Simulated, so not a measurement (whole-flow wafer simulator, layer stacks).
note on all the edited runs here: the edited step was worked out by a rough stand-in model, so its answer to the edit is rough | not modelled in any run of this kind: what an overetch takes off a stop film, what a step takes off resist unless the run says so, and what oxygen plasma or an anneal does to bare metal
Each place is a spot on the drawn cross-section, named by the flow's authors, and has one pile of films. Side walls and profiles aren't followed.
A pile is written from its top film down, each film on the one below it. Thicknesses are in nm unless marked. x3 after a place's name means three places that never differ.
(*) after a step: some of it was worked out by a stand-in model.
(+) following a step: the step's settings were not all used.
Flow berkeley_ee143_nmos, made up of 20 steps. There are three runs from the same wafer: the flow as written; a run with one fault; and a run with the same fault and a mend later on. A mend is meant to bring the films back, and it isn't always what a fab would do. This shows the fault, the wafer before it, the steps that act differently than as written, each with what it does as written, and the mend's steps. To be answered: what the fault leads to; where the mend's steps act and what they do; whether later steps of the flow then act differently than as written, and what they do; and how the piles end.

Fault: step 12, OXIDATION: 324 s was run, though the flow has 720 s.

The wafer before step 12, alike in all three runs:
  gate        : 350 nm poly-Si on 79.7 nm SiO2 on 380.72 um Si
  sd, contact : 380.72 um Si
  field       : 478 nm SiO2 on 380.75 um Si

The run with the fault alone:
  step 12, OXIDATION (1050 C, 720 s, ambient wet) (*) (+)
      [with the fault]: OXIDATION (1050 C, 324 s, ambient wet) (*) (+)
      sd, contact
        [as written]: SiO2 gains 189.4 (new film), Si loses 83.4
        [with the fault]: SiO2 gains 104.2 (new film), Si loses 45.9
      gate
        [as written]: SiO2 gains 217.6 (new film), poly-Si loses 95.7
        [with the fault]: SiO2 gains 125.8 (new film), poly-Si loses 55.4
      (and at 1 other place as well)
  Later steps of the flow acting differently than as written:
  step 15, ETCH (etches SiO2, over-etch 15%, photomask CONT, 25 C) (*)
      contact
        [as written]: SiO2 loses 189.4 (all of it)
        [with the fault]: SiO2 loses 104.2 (all of it)
  The piles end different from the flow's at gate, sd, field by more than 2% or 0.5 nm, whichever is larger.
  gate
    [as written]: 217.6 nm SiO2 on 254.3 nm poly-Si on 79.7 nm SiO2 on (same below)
    [with the fault]: 125.8 nm SiO2 on 294.6 nm poly-Si on 79.7 nm SiO2 on (same below)
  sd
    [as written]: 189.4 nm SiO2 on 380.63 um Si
    [with the fault]: 104.2 nm SiO2 on 380.67 um Si
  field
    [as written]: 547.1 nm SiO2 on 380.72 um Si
    [with the fault]: 510 nm SiO2 on 380.73 um Si

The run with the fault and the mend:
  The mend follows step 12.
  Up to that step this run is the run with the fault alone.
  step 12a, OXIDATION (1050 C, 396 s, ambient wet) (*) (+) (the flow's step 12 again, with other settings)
      sd, contact
        SiO2 gains 85.2, Si loses 37.5
      gate
        SiO2 gains 91.7, poly-Si loses 40.4
      field
        SiO2 gains 37.1, Si loses 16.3
  Every later step of the flow that is run acts as written at every place that is followed.
  The piles end the same as the flow's at every place that both follow.
